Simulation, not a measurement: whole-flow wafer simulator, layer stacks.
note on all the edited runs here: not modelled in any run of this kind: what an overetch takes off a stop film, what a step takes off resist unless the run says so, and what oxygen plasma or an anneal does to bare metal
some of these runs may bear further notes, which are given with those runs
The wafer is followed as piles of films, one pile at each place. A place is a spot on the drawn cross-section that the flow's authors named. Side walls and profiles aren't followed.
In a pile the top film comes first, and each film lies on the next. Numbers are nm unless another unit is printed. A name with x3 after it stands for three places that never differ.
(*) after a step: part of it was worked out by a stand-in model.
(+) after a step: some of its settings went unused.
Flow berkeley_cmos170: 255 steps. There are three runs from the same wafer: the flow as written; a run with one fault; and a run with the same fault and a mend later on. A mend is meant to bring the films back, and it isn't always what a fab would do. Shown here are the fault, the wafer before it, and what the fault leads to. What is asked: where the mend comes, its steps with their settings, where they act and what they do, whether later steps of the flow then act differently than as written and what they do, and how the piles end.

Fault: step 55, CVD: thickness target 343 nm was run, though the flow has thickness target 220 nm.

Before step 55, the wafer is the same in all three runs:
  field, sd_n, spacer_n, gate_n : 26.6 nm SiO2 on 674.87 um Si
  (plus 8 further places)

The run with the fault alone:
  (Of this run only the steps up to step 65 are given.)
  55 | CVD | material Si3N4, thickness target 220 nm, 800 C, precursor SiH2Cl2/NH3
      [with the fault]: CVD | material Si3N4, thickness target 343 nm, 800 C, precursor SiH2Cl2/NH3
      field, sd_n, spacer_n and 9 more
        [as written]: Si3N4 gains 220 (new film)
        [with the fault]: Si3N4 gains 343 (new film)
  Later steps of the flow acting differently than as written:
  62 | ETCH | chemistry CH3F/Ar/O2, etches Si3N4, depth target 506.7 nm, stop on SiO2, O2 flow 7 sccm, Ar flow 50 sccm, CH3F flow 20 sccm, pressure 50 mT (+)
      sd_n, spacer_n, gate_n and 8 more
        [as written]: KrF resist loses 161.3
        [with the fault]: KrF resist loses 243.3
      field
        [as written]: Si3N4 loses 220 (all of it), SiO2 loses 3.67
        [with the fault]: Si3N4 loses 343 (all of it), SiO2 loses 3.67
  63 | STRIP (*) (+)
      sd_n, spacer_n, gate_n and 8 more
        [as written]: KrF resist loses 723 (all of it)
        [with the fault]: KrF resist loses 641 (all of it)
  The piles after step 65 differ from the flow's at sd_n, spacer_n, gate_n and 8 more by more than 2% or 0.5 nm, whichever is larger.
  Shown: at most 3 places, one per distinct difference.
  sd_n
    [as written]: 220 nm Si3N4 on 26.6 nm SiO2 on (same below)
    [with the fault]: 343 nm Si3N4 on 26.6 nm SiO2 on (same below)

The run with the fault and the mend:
  After step 55 comes the mend.
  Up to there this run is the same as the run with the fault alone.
  55a | ETCH | chemistry h3po4, depth target 394.4 nm
      field, sd_n, spacer_n and 9 more
        Si3N4 loses 343 (all of it)
  55b | CLEAN | chemistry SPM
      leaves every film unchanged at each place that is followed
  55c | CVD | material Si3N4, thickness target 220 nm, 800 C, precursor SiH2Cl2/NH3 (a further turn of the flow's step 55)
      field, sd_n, spacer_n and 9 more
        Si3N4 gains 220 (new film)
  Every later step of the flow that is run acts as written at every place that is followed.
  The piles end the same as the flow's at every place that both follow.
